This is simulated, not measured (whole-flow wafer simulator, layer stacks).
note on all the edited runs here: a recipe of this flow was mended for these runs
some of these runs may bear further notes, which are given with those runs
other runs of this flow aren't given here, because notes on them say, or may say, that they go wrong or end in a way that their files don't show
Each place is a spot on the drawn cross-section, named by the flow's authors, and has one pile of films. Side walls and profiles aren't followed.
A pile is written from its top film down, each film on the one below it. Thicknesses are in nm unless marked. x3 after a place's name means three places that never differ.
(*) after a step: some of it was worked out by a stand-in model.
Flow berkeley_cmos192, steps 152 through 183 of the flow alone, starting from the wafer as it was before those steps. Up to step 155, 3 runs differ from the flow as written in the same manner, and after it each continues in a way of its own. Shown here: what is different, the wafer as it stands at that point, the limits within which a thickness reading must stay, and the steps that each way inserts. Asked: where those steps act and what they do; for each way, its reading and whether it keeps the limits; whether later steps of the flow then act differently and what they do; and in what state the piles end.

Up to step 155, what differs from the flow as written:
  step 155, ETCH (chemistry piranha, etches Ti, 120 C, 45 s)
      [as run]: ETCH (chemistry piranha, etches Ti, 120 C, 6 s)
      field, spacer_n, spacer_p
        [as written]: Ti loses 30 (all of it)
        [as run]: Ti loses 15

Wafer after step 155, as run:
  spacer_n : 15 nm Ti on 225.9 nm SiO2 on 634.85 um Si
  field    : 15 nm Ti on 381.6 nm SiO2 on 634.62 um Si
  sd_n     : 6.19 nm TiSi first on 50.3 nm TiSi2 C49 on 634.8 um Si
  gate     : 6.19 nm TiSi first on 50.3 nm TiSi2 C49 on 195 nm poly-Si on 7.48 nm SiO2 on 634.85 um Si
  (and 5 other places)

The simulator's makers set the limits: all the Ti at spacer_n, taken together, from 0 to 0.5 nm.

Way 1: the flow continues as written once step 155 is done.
  After step 155, the reading is 15 nm, outside the limits.
  Later steps of the flow acting differently than as written (11 other steps are not shown; they differ only slightly, by no more than 2% or 0.5 nm, whichever is larger):
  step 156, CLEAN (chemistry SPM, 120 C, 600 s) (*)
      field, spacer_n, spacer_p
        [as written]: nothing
        [this way]: Ti loses 15 (all of it)
  When the end is reached, the piles differ only a little from the flow's at the places that both follow, at most by 2% or 0.5 nm, whichever is larger.

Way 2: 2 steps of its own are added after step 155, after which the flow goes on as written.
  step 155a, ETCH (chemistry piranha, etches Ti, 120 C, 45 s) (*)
      sd_n, gate, sd_p, gate_p, contact, m1
        TiSi first loses 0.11
      field, spacer_n, spacer_p
        Ti loses 15 (all of it)
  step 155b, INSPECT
      alters no film at any place that is followed
  After step 155b, the reading is 0 nm, within the limits.
  None of the later steps of the flow differs from how it acts as written, at any place that is followed, by more than 2% or 0.5 nm, whichever is larger.
  When the end is reached, the piles differ only a little from the flow's at the places that both follow, at most by 2% or 0.5 nm, whichever is larger.

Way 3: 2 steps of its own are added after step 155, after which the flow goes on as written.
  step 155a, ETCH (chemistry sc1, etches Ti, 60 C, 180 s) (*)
      sd_n, gate, sd_p, gate_p, contact, m1
        TiSi first loses 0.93
      field, spacer_p
        Ti loses 15 (all of it), SiO2 loses 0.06
      spacer_n
        Ti loses 15 (all of it)
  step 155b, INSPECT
      alters no film at any place that is followed
  After step 155b, the reading is 0 nm, within the limits.
  Later steps of the flow acting differently than as written (11 other steps are not shown; they differ only slightly, by no more than 2% or 0.5 nm, whichever is larger):
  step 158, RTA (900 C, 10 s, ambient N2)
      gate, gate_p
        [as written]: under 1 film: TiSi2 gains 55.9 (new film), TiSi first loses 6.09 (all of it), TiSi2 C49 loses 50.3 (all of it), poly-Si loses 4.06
        [this way]: under 1 film: TiSi2 gains 54.7 (new film), TiSi first loses 5.26 (all of it), TiSi2 C49 loses 50.3 (all of it), poly-Si loses 3.51
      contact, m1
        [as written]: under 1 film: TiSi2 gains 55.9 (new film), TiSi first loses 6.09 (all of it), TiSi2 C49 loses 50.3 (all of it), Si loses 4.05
        [this way]: under 1 film: TiSi2 gains 54.7 (new film), TiSi first loses 5.26 (all of it), TiSi2 C49 loses 50.3 (all of it), Si loses 3.5
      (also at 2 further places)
  The piles end different from the flow's at sd_n, gate, sd_p, gate_p, contact, m1 by more than 2% or 0.5 nm, whichever is larger.
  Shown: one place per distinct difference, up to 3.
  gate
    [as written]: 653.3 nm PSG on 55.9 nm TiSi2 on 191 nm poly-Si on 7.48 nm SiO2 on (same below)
    [this way]: 653.3 nm PSG on 54.7 nm TiSi2 on 191.5 nm poly-Si on 7.48 nm SiO2 on (same below)
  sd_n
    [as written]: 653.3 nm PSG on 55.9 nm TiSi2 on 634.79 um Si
    [this way]: 653.3 nm PSG on 54.7 nm TiSi2 on 634.79 um Si
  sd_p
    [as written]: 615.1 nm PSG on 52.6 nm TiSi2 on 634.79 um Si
    [this way]: 614.9 nm PSG on 51.4 nm TiSi2 on 634.79 um Si

Keeping within the limits: way 2, way 3. Outside them: way 1.
